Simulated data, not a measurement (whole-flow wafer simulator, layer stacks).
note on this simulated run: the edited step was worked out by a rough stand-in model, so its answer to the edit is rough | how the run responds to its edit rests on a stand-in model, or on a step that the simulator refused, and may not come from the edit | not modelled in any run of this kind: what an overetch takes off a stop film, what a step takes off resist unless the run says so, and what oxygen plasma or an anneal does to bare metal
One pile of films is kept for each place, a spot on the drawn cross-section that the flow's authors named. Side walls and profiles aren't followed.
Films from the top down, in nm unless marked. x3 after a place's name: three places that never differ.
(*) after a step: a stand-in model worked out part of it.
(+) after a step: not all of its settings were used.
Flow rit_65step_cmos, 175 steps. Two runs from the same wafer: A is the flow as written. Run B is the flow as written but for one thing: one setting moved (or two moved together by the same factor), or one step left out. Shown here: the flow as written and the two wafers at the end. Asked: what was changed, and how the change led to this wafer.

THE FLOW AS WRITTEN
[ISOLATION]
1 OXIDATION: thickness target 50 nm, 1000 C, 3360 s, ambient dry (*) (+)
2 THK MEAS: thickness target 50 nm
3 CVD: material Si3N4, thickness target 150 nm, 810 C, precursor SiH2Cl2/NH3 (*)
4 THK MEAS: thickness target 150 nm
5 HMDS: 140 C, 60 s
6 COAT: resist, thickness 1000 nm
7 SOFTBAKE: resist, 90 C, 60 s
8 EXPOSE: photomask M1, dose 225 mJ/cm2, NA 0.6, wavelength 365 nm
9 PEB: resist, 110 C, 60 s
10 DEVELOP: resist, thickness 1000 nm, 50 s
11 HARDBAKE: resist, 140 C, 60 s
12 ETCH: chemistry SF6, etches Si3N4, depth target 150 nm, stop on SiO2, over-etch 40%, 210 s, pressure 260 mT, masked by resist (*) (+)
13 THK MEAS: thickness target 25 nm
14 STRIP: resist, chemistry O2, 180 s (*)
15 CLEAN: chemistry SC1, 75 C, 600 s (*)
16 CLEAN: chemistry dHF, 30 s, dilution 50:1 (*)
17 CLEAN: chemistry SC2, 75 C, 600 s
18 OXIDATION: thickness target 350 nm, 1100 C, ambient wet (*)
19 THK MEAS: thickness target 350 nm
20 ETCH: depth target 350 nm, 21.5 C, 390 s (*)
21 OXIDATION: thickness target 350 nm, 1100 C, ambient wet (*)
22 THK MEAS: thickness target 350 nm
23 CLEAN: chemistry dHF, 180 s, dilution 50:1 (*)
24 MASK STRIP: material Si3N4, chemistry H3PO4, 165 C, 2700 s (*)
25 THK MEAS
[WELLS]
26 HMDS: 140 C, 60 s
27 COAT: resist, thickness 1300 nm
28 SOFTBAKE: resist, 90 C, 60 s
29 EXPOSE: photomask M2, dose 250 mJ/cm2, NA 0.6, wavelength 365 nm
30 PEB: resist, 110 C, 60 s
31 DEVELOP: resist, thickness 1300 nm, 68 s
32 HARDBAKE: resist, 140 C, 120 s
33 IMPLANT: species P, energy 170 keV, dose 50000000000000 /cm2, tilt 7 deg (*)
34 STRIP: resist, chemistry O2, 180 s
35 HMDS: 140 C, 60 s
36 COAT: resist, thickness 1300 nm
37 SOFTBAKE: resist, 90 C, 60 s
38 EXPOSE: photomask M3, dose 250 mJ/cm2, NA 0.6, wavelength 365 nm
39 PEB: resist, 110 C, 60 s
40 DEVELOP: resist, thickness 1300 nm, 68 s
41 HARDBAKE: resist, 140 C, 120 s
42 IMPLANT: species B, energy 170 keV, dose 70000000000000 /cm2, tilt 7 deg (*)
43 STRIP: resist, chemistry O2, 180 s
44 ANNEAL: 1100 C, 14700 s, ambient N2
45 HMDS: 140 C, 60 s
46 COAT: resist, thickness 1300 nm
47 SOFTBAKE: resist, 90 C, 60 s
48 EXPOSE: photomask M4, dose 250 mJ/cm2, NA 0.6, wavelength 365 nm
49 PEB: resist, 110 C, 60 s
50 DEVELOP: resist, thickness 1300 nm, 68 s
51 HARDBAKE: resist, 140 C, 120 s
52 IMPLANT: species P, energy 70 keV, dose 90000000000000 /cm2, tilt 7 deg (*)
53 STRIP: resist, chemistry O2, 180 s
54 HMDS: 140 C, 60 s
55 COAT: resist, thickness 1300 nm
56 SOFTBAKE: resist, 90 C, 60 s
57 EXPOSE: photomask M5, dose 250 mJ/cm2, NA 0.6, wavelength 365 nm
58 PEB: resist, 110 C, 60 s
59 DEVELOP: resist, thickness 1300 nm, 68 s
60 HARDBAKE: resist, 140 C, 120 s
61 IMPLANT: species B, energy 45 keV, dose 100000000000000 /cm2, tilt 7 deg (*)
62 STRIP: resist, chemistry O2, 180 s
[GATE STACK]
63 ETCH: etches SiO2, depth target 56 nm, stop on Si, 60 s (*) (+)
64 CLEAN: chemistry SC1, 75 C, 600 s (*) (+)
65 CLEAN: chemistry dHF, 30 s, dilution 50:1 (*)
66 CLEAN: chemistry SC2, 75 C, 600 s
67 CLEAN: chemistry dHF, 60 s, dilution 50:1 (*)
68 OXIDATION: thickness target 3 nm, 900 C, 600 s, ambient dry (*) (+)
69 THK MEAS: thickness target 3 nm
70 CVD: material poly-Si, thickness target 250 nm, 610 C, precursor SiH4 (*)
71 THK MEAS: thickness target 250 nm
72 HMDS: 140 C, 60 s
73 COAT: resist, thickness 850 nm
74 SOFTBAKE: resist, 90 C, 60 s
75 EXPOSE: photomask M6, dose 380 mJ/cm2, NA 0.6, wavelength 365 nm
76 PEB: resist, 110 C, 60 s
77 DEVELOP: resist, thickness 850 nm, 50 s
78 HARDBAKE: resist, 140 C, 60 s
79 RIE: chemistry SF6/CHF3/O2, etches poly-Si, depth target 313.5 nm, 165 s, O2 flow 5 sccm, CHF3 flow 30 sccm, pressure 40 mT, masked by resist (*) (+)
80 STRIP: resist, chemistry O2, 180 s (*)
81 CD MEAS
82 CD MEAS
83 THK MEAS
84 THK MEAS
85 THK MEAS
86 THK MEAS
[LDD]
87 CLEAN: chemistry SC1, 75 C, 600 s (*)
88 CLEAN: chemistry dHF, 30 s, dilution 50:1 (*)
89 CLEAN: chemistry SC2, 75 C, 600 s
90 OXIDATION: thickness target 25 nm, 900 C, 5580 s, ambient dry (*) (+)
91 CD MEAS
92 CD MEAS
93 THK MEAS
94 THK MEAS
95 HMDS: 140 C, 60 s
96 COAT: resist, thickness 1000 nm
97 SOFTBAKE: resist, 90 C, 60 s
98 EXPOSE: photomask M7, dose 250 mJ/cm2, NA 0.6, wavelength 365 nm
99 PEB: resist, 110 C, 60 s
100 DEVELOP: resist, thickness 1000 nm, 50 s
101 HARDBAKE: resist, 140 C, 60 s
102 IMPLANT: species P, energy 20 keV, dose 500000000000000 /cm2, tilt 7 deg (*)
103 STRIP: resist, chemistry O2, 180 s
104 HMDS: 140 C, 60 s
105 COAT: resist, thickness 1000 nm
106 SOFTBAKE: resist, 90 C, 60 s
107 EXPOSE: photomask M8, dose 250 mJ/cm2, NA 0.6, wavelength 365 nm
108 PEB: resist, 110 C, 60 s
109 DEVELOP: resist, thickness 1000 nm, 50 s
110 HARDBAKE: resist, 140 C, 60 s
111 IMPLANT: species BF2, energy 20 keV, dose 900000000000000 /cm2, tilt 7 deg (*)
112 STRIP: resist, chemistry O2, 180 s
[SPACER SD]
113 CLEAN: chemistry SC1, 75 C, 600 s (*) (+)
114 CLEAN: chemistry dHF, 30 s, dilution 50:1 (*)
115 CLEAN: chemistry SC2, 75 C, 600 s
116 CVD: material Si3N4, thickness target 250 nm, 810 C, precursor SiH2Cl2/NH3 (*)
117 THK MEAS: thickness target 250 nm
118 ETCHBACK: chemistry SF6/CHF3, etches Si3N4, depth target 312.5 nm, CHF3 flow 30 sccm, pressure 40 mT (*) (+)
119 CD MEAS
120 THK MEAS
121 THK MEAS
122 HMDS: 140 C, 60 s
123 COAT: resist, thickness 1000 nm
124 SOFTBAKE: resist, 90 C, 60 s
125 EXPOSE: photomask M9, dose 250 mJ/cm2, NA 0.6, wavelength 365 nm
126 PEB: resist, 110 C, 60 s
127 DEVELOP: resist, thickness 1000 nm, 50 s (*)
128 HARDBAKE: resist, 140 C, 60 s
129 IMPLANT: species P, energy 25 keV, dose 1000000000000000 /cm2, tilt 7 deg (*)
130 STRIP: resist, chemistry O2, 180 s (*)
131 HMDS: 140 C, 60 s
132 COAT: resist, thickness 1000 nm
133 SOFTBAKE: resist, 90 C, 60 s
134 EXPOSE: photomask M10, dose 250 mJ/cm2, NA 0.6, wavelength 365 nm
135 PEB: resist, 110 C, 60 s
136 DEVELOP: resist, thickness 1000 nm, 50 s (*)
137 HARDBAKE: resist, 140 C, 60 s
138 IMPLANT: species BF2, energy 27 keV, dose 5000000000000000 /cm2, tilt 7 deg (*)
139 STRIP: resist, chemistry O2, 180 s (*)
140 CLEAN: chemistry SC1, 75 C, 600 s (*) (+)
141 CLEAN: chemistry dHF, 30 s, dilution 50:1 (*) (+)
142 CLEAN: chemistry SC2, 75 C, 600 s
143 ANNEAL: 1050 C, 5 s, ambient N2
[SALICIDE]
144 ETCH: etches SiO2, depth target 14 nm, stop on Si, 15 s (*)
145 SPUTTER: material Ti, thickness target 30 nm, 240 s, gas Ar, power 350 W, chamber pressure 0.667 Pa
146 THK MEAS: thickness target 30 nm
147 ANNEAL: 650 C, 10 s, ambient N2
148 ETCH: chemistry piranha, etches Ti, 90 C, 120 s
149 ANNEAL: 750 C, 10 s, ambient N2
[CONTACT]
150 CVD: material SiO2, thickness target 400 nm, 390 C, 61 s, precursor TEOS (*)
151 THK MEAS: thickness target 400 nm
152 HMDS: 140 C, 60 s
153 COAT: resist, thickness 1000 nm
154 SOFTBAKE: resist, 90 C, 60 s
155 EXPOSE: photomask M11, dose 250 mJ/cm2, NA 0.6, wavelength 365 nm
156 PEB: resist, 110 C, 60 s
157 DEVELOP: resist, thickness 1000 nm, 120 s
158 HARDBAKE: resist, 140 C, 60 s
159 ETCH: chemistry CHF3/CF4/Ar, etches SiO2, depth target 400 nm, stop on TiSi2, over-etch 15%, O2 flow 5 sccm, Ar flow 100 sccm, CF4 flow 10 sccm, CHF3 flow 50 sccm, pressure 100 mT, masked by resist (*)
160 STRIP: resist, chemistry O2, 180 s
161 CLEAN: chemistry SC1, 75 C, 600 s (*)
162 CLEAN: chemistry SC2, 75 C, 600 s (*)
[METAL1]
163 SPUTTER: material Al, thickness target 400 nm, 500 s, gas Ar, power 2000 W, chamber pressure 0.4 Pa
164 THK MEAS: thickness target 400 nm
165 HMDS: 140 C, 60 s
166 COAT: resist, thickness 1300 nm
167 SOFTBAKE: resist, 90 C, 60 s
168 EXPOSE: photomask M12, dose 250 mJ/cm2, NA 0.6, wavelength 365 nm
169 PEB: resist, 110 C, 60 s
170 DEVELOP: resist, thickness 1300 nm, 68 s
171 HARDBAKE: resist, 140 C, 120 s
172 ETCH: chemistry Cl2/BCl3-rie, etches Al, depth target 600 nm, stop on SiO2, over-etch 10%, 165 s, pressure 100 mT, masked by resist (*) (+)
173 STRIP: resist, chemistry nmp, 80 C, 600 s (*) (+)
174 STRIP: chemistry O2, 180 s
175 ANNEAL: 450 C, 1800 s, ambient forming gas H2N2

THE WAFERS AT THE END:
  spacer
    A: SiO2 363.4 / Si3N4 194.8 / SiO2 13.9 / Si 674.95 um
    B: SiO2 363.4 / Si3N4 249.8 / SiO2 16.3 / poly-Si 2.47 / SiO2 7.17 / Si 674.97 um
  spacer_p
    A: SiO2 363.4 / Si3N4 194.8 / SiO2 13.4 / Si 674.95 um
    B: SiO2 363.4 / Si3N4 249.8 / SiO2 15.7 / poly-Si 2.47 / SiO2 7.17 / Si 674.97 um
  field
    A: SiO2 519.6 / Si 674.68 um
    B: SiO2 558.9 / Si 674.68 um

The cause: step 70, CVD: thickness target 333 nm was run, where the flow has thickness target 250 nm.

How the change led to this, step by step:
  70 CVD: material poly-Si, thickness target 250 nm, 610 C, precursor SiH4 (*)
      field, field_pw, field_nw and 11 more: A poly-Si +250 (new film) | B poly-Si +333 (new film)
  79 RIE: chemistry SF6/CHF3/O2, etches poly-Si, depth target 313.5 nm, 165 s, O2 flow 5 sccm, CHF3 flow 30 sccm, pressure 40 mT, masked by resist (*) (+)
      active_n, active_p, spacer, spacer_p, sd_n, sd_p, contact, m1: A poly-Si -250 (all of it), SiO2 -7.17 (all of it) | B poly-Si -313.5
      field, field_pw, field_nw, field_p: A poly-Si -250 (all of it), SiO2 -10.9 | B poly-Si -313.5
  80 STRIP: resist, chemistry O2, 180 s (*)
      active_n, active_p, spacer, spacer_p, sd_n, sd_p, contact, m1: A chemical SiO2 +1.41 (new film), Si -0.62 | B chemical SiO2 +1.41 (new film), poly-Si -0.62
      field, field_pw, field_nw, field_p: A nothing | B chemical SiO2 +1.41 (new film), poly-Si -0.62
  87 CLEAN: chemistry SC1, 75 C, 600 s (*)
      active_n, active_p, spacer, spacer_p, sd_n, sd_p, contact, m1: A chemical SiO2 -0.81, Si -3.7 | B chemical SiO2 -0.81, poly-Si -3.7
      field, field_pw, field_nw, field_p: A SiO2 -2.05 | B chemical SiO2 -0.81, poly-Si -3.7
  88 CLEAN: chemistry dHF, 30 s, dilution 50:1 (*)
      field, field_pw, field_nw, field_p: A SiO2 -2.78 | B chemical SiO2 -0.6 (all of it)
  90 OXIDATION: thickness target 25 nm, 900 C, 5580 s, ambient dry (*) (+)
      active_n, active_p, spacer, spacer_p, sd_n, sd_p, contact, m1: A SiO2 +26.5 (new film), chemical SiO2 -0.4 (all of it), Si -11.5 | B SiO2 +28.9 (new film), chemical SiO2 -0.4 (all of it), poly-Si -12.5
      field, field_pw: A SiO2 +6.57, Si -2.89 | B SiO2 +28.9 (new film), chemical SiO2 -0.4 (all of it), poly-Si -12.5
      (and at 2 more places)
  96 COAT: resist, thickness 1000 nm
      gate_n, gate_p: A resist +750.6 (new film) | B resist +701.1 (new film)
  99 PEB: resist, 110 C, 60 s
      gate_n, gate_p: A resist -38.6 | B resist -35.9
  100 DEVELOP: resist, thickness 1000 nm, 50 s
      gate_n: A resist -712.1 (all of it) | B resist -665.2 (all of it)
  101 HARDBAKE: resist, 140 C, 60 s
      gate_p: A resist -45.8 | B resist -42.3
  103 STRIP: resist, chemistry O2, 180 s
      gate_p: A resist -666.3 (all of it) | B resist -622.8 (all of it)
  105 COAT: resist, thickness 1000 nm
      gate_n, gate_p: A resist +750.6 (new film) | B resist +701.1 (new film)
  108 PEB: resist, 110 C, 60 s
      gate_n, gate_p: A resist -38.6 | B resist -35.9
  109 DEVELOP: resist, thickness 1000 nm, 50 s
      gate_p: A resist -712.1 (all of it) | B resist -665.1 (all of it)
  110 HARDBAKE: resist, 140 C, 60 s
      gate_n: A resist -45.8 | B resist -42.3
  112 STRIP: resist, chemistry O2, 180 s
      gate_n: A resist -666.3 (all of it) | B resist -622.9 (all of it)
  ... 17 more steps ...
  170 DEVELOP: resist, thickness 1300 nm, 68 s
      gate_n: A resist -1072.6 (all of it) | B resist -1029.7 (all of it)
      gate_p: A resist -1076.3 (all of it) | B resist -1033.4 (all of it)
      (and at 2 more places)
